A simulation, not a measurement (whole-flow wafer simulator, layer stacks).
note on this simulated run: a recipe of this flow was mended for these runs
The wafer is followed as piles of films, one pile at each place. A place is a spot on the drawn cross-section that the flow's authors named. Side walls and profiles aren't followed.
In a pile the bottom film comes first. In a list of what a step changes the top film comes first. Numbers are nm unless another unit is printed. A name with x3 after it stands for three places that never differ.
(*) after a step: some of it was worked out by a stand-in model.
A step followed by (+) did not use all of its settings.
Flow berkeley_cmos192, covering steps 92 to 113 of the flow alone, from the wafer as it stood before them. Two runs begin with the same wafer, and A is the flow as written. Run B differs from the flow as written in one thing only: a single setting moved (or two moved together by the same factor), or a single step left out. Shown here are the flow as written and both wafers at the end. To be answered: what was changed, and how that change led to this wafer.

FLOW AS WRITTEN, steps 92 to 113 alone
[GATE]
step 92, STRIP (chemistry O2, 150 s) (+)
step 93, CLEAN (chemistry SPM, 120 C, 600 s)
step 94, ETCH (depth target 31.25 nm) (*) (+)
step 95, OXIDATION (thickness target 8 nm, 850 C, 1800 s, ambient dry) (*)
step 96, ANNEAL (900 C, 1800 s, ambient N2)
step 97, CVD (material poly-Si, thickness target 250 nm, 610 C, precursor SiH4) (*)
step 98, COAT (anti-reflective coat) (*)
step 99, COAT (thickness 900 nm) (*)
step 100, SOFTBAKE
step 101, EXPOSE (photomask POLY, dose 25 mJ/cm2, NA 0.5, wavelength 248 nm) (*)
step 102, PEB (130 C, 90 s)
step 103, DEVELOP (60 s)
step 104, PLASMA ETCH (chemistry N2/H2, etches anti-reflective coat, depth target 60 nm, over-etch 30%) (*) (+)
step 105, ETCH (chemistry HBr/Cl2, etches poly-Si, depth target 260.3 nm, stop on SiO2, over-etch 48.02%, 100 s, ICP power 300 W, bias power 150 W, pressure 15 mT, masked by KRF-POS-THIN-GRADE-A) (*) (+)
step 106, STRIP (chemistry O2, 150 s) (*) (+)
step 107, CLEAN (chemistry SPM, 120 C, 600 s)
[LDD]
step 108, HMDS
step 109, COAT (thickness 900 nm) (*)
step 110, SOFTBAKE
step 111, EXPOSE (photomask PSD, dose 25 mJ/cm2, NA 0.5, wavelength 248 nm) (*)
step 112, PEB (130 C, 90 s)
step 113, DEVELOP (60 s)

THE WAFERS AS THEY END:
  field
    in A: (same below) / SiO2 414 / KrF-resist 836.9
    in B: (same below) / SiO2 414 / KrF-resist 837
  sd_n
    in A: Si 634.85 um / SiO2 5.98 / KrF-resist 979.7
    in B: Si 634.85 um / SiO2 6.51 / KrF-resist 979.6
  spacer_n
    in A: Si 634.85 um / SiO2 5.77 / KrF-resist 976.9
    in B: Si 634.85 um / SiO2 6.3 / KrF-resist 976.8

The reason: step 95, OXIDATION: thickness target 8.96 nm was run, whereas the flow has thickness target 8 nm; step 95, OXIDATION: 2016 s was run, where the flow has 1800 s.

How this came from the change, step by step:
  step 95, OXIDATION (thickness target 8 nm, 850 C, 1800 s, ambient dry) (*)
      sd_n, spacer_n, gate, sd_p, spacer_p, gate_p, contact, m1: A +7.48 SiO2 (new film), -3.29 Si | B +8.01 SiO2 (new film), -3.53 Si
